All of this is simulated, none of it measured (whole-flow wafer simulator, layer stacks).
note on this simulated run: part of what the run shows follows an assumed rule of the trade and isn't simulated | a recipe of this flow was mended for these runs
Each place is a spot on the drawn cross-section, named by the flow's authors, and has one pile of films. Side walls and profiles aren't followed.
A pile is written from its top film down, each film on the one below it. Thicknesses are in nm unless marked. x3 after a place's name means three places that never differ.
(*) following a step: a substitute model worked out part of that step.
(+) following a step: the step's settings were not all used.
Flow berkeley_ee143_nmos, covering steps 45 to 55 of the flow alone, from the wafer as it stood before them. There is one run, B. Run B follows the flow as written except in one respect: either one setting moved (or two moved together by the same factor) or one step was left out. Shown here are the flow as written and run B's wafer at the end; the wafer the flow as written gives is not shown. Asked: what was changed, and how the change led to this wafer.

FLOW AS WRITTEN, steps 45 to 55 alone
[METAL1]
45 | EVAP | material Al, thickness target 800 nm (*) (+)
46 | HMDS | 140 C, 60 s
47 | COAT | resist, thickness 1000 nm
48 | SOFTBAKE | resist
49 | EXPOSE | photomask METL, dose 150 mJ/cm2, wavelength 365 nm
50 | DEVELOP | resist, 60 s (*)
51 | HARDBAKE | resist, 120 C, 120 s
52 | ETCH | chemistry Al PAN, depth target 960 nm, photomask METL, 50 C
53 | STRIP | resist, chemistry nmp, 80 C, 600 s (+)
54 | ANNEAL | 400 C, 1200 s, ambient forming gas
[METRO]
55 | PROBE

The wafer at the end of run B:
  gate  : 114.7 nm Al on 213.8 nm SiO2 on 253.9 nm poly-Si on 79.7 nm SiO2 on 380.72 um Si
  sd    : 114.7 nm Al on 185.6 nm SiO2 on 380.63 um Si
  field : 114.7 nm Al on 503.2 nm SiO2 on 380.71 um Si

The reason: step 45, EVAP: thickness target 1088 nm was run, whereas the flow has thickness target 800 nm.

Step by step, how the change led to this:
  45 | EVAP | material Al, thickness target 800 nm (*) (+)
      gate, sd, contact, field: +1088 Al (new film) (it would be, as written: +800 Al (new film))
  52 | ETCH | chemistry Al PAN, depth target 960 nm, photomask METL, 50 C
      gate, sd, field: -960 Al (it would be, as written: -786.7 Al (all of it))
Taking metal films that touch as one body, gate has 1 body; the flow as written gives 0 bodies.
Taking metal films that touch as one body, sd has 1 body; the flow as written gives 0 bodies.
Taking metal films that touch as one body, field has 1 body; the flow as written gives 0 bodies.
